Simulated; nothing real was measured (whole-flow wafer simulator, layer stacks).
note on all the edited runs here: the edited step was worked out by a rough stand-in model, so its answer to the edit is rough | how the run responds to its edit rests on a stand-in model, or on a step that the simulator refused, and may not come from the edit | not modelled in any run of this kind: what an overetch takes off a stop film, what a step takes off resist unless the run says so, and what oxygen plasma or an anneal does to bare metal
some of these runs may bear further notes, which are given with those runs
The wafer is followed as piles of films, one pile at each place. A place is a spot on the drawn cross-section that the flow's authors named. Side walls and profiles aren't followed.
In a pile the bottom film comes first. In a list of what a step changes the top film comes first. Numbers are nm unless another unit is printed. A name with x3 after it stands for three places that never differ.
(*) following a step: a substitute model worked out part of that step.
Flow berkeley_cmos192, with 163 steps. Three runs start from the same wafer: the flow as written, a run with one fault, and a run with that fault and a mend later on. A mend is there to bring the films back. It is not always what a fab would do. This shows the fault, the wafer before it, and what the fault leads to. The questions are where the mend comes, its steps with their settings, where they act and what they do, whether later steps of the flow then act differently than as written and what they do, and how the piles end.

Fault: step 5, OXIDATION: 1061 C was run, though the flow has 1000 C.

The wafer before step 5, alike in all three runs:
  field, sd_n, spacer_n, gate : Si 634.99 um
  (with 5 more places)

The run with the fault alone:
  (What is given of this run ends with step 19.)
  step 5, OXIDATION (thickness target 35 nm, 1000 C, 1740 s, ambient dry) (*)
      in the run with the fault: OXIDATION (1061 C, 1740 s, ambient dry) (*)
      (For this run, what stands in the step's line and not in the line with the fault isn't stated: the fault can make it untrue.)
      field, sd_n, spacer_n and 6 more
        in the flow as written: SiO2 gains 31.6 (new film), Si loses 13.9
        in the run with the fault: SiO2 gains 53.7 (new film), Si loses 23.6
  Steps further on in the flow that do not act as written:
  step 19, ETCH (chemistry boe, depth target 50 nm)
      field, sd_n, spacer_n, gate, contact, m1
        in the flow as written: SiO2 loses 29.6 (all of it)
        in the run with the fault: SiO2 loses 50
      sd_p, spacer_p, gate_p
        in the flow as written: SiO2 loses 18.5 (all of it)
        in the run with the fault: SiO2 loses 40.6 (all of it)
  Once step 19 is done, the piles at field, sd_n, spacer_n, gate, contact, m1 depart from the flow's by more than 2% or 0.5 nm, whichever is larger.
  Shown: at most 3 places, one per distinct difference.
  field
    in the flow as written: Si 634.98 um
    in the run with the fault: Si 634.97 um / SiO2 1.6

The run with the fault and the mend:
  After step 6 comes the mend.
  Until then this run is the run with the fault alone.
  step 6a, ETCH (chemistry boe, depth target 22 nm)
      field, sd_n, spacer_n and 6 more
        SiO2 loses 22
  Every later step of the flow that is run acts as written, at every place that is followed, to within 2% or 0.5 nm, whichever is larger.
  When the end is reached, the piles differ only a little from the flow's at the places that both follow, at most by 2% or 0.5 nm, whichever is larger.
